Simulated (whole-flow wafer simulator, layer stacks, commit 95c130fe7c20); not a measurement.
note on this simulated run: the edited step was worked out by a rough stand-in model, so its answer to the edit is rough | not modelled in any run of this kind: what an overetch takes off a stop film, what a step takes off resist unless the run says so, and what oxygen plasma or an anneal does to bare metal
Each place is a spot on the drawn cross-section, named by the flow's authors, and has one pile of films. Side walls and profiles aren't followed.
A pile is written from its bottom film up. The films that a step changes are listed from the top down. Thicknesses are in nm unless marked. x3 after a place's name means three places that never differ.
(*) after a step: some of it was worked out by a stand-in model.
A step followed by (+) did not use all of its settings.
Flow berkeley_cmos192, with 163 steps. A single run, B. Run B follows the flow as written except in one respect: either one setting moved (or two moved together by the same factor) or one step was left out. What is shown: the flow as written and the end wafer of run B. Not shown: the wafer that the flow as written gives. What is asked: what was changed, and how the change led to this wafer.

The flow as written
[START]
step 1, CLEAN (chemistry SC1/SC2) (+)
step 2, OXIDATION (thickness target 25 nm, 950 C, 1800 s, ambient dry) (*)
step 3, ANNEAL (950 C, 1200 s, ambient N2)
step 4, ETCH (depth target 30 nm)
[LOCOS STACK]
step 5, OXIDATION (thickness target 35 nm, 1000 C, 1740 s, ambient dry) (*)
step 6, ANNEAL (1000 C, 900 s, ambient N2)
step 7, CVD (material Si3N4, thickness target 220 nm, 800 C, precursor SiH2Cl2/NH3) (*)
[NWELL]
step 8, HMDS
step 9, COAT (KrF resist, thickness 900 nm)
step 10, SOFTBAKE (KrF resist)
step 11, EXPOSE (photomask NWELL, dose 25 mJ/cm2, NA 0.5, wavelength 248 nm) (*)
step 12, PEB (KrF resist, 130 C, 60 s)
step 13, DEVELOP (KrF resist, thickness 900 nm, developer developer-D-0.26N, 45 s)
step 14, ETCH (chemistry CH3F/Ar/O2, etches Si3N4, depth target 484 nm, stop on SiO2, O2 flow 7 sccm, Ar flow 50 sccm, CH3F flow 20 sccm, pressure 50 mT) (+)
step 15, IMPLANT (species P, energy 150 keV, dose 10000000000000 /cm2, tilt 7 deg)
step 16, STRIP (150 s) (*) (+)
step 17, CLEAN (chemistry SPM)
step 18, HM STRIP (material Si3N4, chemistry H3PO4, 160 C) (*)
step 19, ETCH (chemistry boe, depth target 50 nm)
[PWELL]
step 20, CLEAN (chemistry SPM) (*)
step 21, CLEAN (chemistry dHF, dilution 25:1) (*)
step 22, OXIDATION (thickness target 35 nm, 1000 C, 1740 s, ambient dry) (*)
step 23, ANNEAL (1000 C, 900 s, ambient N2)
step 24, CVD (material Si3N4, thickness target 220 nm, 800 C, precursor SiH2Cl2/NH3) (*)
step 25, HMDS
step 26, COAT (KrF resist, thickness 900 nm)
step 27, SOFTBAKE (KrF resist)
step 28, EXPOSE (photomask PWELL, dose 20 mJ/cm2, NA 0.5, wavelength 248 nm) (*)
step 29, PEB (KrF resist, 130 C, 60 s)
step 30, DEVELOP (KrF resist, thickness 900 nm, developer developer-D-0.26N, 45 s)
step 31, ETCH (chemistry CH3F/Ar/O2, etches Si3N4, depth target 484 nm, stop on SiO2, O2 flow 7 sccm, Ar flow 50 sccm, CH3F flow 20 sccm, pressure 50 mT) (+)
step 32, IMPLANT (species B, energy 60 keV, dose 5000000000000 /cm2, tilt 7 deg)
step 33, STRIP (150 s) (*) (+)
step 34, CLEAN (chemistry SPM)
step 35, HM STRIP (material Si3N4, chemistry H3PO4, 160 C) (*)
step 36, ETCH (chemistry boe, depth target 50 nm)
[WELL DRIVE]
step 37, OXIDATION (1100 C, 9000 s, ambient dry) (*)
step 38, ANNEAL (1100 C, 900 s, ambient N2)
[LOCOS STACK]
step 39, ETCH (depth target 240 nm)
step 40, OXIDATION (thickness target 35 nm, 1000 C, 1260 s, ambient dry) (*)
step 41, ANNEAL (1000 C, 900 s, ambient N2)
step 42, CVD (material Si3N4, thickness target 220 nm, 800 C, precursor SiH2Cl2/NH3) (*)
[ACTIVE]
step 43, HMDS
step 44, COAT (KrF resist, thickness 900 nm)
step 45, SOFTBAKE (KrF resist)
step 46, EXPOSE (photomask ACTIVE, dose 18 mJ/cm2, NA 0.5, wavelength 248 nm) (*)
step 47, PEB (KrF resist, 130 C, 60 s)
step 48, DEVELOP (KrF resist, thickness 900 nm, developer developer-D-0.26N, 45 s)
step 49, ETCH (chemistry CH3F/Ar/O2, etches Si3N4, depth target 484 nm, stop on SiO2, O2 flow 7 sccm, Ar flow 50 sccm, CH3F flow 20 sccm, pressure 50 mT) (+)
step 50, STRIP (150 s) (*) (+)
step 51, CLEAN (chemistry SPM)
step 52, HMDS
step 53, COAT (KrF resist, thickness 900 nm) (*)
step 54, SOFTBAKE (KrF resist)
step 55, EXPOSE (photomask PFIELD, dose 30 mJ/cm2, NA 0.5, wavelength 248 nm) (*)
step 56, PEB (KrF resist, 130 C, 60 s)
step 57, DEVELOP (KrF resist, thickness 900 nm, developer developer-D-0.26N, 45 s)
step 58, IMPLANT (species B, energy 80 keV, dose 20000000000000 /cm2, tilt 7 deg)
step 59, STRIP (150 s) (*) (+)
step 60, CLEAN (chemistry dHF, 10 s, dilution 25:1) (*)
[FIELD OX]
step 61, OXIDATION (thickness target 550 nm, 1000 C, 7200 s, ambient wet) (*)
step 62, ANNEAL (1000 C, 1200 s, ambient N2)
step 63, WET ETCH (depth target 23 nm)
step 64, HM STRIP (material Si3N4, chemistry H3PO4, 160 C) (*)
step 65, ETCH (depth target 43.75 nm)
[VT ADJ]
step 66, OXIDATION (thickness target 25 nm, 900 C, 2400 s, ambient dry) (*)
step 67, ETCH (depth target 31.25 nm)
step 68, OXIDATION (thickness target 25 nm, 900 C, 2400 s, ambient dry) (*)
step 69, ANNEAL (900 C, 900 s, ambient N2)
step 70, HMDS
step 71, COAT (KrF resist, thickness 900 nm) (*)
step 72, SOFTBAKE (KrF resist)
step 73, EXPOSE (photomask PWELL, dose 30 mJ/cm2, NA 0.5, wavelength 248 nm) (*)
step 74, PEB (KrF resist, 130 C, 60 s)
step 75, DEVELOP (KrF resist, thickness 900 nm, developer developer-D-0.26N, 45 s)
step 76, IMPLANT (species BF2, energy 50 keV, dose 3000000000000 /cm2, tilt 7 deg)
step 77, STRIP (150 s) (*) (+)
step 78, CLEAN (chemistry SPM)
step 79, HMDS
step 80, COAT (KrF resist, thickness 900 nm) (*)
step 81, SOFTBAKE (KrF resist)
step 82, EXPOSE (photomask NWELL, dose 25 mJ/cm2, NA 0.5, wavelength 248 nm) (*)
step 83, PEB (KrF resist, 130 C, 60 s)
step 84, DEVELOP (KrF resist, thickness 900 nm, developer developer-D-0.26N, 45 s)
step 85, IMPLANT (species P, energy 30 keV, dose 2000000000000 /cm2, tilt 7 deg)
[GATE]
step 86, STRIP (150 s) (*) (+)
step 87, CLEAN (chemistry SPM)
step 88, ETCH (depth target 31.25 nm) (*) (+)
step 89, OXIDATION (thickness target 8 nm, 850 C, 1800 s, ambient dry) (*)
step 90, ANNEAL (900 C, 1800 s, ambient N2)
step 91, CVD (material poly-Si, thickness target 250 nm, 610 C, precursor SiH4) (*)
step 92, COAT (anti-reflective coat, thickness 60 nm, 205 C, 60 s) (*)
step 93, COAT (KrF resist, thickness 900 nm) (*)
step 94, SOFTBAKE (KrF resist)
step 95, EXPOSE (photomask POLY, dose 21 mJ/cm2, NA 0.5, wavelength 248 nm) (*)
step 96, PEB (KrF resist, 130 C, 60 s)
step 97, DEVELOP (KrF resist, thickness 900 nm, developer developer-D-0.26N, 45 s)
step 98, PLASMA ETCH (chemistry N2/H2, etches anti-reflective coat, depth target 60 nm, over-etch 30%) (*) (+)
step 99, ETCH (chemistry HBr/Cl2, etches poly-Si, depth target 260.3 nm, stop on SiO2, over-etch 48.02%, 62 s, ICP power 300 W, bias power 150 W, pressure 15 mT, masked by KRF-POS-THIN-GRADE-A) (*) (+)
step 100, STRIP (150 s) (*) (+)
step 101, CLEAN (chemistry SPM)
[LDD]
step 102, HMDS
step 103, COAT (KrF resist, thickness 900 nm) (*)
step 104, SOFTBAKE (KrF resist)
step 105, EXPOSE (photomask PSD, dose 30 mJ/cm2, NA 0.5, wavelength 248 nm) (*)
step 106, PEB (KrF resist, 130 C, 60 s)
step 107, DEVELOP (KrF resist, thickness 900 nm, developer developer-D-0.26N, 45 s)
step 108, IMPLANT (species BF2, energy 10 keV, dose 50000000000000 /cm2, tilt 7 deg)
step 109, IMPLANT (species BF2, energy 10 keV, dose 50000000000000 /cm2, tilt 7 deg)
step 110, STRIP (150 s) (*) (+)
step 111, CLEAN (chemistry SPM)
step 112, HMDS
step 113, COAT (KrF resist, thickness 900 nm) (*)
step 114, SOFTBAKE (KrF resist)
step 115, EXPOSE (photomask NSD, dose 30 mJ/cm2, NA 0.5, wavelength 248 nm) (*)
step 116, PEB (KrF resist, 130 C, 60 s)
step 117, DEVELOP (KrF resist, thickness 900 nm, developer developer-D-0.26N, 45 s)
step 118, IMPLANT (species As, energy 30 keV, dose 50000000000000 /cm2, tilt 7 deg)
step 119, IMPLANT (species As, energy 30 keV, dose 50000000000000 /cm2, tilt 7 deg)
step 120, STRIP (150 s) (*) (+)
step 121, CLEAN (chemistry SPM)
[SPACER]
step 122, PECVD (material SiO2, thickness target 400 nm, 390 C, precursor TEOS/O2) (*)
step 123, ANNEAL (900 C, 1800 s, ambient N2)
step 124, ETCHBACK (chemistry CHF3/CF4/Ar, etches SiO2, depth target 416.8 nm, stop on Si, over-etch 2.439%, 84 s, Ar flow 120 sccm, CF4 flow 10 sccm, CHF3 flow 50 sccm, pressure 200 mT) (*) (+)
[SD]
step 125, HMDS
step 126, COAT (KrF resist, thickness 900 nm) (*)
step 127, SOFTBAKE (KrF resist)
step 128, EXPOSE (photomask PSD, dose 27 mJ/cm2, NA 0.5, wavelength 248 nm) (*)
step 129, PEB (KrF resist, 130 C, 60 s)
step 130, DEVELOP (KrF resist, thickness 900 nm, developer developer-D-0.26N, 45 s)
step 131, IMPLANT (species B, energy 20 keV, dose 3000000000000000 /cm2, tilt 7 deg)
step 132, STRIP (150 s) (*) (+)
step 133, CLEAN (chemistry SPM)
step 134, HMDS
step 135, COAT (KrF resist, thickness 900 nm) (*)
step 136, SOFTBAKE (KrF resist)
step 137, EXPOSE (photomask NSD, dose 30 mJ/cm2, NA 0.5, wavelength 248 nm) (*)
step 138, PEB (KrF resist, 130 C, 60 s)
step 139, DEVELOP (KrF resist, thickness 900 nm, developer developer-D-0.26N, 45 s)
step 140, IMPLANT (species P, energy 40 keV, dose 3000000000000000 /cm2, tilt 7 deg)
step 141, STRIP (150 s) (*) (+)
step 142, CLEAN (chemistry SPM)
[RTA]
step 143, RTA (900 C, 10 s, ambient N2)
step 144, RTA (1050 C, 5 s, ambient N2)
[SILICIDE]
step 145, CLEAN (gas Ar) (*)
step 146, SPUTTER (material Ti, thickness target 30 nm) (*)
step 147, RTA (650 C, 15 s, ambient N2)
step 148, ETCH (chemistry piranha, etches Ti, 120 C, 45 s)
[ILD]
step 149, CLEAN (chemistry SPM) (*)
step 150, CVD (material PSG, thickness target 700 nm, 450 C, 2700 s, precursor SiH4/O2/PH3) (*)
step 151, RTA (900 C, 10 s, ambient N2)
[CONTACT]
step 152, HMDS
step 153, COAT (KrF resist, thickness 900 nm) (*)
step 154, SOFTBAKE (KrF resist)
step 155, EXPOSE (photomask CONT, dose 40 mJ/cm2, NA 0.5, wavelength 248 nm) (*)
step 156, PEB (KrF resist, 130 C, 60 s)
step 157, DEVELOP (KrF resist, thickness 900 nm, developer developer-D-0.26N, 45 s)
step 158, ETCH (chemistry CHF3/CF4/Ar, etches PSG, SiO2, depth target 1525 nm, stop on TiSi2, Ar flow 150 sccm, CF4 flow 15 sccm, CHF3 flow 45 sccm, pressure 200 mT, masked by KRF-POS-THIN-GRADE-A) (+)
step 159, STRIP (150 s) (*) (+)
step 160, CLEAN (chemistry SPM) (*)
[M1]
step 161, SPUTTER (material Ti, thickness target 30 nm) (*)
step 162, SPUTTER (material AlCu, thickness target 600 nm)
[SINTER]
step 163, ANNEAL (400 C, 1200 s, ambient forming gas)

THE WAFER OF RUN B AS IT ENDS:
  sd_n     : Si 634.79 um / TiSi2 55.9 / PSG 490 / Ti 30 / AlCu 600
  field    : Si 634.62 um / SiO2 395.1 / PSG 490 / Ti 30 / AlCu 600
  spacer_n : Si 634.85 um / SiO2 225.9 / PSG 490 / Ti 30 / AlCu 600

What caused this: step 150, CVD: thickness target 490 nm was run, whereas the flow has thickness target 700 nm.
The wafer itself shows it: sd_n has PSG 490, and step 150 as written asks for 700 nm.

The path from the change to this, step by step:
  step 150, CVD (material PSG, thickness target 700 nm, 450 C, 2700 s, precursor SiH4/O2/PH3) (*)
      field, sd_n, spacer_n, gate, spacer_p, gate_p, contact, m1: +490 PSG (new film) (as written it would have been: +700 PSG (new film))
      sd_p: +468.1 PSG (new film) (as written it would have been: +665.5 PSG (new film))
  step 158, ETCH (chemistry CHF3/CF4/Ar, etches PSG, SiO2, depth target 1525 nm, stop on TiSi2, Ar flow 150 sccm, CF4 flow 15 sccm, CHF3 flow 45 sccm, pressure 200 mT, masked by KRF-POS-THIN-GRADE-A) (+)
      field, sd_n, spacer_n, gate, sd_p, spacer_p, gate_p, m1: -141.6 KrF resist (as written it would have been: -194.1 KrF resist)
      contact: -490 PSG (all of it), -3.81 TiSi2 (as written it would have been: -700 PSG (all of it), -3.81 TiSi2)
  step 159, STRIP (150 s) (*) (+)
      field: -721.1 KrF resist (all of it) (as written it would have been: -671.6 KrF resist (all of it))
      sd_n: -843.5 KrF resist (all of it) (as written it would have been: -792.3 KrF resist (all of it))
      (as well as at 6 more places)
  step 161, SPUTTER (material Ti, thickness target 30 nm) (*)
      contact: +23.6 Ti (new film) (as written it would have been: +21.1 Ti (new film))
  step 162, SPUTTER (material AlCu, thickness target 600 nm)
      contact: +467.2 AlCu (new film) (as written it would have been: +410.9 AlCu (new film))
